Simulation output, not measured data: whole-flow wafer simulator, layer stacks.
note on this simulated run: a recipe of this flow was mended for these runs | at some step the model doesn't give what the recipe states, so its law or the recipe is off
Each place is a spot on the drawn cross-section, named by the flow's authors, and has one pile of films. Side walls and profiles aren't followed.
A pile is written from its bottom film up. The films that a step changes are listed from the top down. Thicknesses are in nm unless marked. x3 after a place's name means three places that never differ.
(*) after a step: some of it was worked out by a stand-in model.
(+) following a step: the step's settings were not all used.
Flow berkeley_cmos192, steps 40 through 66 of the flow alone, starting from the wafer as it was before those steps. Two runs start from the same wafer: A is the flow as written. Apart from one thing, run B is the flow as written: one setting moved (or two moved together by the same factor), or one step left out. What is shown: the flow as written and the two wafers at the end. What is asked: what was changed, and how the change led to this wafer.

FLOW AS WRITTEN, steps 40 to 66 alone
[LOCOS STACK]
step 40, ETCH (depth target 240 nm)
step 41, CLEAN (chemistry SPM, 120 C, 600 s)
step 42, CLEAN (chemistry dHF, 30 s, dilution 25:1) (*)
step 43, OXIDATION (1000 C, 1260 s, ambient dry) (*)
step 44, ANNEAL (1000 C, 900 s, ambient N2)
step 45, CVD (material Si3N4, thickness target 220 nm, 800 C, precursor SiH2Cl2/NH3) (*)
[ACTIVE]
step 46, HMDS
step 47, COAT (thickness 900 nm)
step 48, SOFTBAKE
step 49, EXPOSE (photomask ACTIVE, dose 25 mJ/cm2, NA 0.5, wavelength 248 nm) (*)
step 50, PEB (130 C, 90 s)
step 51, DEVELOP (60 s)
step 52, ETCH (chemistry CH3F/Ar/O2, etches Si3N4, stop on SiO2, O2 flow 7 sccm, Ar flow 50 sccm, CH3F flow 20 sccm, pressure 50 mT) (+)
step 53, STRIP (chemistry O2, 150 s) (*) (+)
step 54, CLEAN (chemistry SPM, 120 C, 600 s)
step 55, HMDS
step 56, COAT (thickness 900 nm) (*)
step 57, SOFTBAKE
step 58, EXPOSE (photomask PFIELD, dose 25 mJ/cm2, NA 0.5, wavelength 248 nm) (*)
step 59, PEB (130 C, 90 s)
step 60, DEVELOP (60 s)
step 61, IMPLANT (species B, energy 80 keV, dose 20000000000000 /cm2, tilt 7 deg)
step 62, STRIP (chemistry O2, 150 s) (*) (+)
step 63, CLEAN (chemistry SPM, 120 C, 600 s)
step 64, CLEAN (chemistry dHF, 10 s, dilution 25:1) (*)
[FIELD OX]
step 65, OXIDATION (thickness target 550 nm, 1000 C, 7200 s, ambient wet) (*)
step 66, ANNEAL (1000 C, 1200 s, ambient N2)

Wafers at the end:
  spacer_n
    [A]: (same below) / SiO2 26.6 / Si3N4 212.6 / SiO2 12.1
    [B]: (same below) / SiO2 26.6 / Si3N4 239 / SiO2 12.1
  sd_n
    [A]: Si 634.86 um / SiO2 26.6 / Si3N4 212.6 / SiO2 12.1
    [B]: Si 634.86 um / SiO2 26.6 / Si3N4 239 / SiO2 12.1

What caused this: step 45, CVD: thickness target 246.4 nm was run, whereas the flow has thickness target 220 nm.

Step by step, how the change led to this:
  step 45, CVD (material Si3N4, thickness target 220 nm, 800 C, precursor SiH2Cl2/NH3) (*)
      field, sd_n, spacer_n and 6 more: A +220 Si3N4 (new film) | B +246.4 Si3N4 (new film)
  step 52, ETCH (chemistry CH3F/Ar/O2, etches Si3N4, stop on SiO2, O2 flow 7 sccm, Ar flow 50 sccm, CH3F flow 20 sccm, pressure 50 mT) (+)
      sd_n, spacer_n, gate, sd_p, spacer_p, gate_p, contact, m1: A -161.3 KrF-resist | B -178.9 KrF-resist
      field: A -220 Si3N4 (all of it), -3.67 SiO2 | B -246.4 Si3N4 (all of it), -3.67 SiO2
  step 53, STRIP (chemistry O2, 150 s) (*) (+)
      sd_n, spacer_n, gate, sd_p, spacer_p, gate_p, contact, m1: A -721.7 KrF-resist (all of it) | B -704.1 KrF-resist (all of it)
  step 65, OXIDATION (thickness target 550 nm, 1000 C, 7200 s, ambient wet) (*)
      sd_n, sd_p: A +12.1 SiO2 (new film), -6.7 Si3N4, +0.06 SiO2, -0.06 Si | B +12.1 SiO2 (new film), -6.7 Si3N4
      gate: A +12.1 SiO2 (new film), -6.7 Si3N4, +0.05 SiO2, -0.05 Si | B +12.1 SiO2 (new film), -6.7 Si3N4
